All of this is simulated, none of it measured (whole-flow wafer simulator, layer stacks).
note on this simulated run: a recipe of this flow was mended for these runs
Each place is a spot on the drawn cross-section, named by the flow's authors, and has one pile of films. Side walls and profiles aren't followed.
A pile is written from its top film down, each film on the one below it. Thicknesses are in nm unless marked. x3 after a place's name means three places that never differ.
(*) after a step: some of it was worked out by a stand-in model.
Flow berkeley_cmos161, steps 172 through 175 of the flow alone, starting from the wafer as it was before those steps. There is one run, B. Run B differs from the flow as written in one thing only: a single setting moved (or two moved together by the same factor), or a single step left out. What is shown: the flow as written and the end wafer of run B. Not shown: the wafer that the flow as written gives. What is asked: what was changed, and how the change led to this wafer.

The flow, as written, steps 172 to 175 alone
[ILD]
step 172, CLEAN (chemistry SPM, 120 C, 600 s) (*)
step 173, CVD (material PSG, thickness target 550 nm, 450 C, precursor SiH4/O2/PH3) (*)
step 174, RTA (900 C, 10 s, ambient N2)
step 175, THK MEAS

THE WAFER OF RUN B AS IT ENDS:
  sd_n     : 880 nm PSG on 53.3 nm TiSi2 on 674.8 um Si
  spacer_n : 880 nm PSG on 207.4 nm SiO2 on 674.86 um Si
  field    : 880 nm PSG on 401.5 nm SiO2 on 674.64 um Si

Cause: step 173, CVD: thickness target 880 nm was run, while the flow as written has thickness target 550 nm.
The wafer itself shows it: sd_n has PSG 880, and step 173 as written asks for 550 nm.

How this came from the change, step by step:
  step 173, CVD (material PSG, thickness target 550 nm, 450 C, precursor SiH4/O2/PH3) (*)
      field, sd_n, spacer_n, gate_n, spacer_p, gate_p, contact x2: PSG gains 880 (new film) (in the flow as written it would be: PSG gains 550 (new film))
      sd_p: PSG gains 880 (new film) (in the flow as written it would be: PSG gains 522.4 (new film))
